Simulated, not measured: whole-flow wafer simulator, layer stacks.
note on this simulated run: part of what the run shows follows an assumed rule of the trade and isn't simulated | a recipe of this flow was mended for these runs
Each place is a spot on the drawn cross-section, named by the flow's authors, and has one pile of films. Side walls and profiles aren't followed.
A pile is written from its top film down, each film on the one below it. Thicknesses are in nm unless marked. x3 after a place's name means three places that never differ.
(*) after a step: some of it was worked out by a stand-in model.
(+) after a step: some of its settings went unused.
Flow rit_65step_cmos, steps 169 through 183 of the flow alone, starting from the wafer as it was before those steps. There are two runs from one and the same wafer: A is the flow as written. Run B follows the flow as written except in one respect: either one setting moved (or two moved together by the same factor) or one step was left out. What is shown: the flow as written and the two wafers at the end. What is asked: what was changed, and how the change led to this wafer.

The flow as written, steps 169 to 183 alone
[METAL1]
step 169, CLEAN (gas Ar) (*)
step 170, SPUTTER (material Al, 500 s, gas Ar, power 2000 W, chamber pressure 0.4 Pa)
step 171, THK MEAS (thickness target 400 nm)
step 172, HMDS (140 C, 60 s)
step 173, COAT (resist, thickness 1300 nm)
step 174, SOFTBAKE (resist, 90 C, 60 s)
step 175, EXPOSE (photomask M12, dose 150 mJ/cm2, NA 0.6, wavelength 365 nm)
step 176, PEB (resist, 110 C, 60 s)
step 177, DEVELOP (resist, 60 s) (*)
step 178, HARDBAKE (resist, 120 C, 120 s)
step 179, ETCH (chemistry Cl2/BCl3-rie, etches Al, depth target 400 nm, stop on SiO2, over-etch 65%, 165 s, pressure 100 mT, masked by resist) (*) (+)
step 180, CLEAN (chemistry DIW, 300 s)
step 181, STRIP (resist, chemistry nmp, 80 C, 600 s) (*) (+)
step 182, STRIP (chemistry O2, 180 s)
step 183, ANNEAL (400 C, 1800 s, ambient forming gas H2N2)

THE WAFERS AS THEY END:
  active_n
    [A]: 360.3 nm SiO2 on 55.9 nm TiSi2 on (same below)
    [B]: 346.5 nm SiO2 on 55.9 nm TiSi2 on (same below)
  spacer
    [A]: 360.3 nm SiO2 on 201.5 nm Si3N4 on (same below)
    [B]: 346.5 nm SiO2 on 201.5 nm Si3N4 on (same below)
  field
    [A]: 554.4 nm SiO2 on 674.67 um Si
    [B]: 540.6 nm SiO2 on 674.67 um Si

What caused this: step 170, SPUTTER: 362 s was run, though the flow has 500 s.

Step by step, how the change led to this:
  step 170, SPUTTER (material Al, 500 s, gas Ar, power 2000 W, chamber pressure 0.4 Pa)
      field, field_pw, field_nw and 10 more: A +400 Al (new film) | B +289.6 Al (new film)
      contact: A +255.4 Al (new film) | B +189.2 Al (new film)
  step 173, COAT (resist, thickness 1300 nm)
      contact: A +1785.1 resist (new film) | B +1741.2 resist (new film)
  step 176, PEB (resist, 110 C, 60 s)
      contact: A -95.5 resist | B -93 resist
  step 178, HARDBAKE (resist, 120 C, 120 s)
      contact: A -62.1 resist | B -60.4 resist
  step 179, ETCH (chemistry Cl2/BCl3-rie, etches Al, depth target 400 nm, stop on SiO2, over-etch 65%, 165 s, pressure 100 mT, masked by resist) (*) (+)
      field, field_pw, field_nw and 9 more: A -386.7 Al (all of it), -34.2 SiO2 | B -276.3 Al (all of it), -48 SiO2
  step 181, STRIP (resist, chemistry nmp, 80 C, 600 s) (*) (+)
      contact: A -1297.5 resist (all of it) | B -1257.7 resist (all of it)
